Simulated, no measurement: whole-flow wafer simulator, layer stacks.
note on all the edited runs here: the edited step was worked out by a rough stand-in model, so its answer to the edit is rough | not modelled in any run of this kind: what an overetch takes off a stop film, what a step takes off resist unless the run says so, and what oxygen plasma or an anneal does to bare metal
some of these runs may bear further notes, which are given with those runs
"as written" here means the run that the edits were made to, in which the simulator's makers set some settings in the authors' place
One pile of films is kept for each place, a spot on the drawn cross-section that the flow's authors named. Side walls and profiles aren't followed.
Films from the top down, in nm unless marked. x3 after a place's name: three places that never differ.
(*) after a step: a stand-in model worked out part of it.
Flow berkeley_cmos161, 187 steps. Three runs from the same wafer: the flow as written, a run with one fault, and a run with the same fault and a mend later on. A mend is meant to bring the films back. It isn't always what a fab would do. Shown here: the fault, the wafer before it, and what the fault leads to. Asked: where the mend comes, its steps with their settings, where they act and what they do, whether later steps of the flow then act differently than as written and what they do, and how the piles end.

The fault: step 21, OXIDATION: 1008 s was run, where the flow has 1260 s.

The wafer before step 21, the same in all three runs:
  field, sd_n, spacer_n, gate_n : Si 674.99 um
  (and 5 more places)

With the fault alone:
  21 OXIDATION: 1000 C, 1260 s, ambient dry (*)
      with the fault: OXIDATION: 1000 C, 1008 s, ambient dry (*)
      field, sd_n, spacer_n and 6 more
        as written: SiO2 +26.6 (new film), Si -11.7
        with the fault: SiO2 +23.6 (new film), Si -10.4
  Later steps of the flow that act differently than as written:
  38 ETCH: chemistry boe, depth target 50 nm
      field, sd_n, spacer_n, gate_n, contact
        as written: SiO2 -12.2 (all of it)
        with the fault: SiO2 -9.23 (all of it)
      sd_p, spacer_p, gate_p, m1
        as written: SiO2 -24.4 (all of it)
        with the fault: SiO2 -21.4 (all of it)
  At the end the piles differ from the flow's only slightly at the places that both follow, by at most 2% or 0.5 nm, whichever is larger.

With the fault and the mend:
  The mend comes after step 21.
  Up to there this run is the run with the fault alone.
  21a OXIDATION: 1000 C, 252 s, ambient dry (*) (the flow's step 21 once more, with other settings)
      field, sd_n, spacer_n and 6 more
        SiO2 +2.96, Si -1.3
  No later step of the flow acts differently than as written at any place that is followed.
  At the end the piles are the same as the flow's at every place that both follow.
